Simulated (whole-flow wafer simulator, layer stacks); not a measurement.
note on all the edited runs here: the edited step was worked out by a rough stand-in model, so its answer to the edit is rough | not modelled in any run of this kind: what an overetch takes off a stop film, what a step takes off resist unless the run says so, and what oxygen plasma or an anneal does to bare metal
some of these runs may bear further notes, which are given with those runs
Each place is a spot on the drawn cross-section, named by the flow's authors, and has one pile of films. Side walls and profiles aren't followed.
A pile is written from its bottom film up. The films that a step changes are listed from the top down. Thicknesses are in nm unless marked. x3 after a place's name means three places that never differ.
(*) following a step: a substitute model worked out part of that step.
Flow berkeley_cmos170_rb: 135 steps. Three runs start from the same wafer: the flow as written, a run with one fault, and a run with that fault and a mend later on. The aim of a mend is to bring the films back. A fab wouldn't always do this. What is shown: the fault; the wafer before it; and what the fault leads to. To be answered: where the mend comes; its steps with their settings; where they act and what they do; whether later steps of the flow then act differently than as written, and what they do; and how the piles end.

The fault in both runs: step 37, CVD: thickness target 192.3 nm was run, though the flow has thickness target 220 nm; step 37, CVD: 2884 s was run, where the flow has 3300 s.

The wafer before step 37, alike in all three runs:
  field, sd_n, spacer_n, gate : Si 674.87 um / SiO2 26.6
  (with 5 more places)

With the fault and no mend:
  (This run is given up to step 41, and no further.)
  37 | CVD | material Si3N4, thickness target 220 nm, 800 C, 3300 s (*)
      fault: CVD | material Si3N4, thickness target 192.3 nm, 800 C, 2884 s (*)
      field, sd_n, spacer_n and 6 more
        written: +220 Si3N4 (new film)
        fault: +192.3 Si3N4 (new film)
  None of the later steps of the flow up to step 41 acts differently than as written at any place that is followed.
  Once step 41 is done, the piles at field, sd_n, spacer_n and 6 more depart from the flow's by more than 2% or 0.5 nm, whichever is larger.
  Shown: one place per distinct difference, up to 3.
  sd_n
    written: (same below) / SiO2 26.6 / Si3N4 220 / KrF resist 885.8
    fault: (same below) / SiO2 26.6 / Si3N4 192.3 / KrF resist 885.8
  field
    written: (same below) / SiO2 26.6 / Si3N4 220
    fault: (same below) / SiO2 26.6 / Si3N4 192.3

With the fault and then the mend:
  After step 37 comes the mend.
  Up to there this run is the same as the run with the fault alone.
  37a | CVD | material Si3N4, thickness target 27.72 nm, 800 C, 416 s (*) (the flow's step 37 again, with other settings)
      field, sd_n, spacer_n and 6 more
        +27.7 Si3N4
  None of the later steps of the flow differs from how it acts as written, at any place that is followed, by more than 2% or 0.5 nm, whichever is larger.
  The piles end the same as the flow's at every place that both follow.
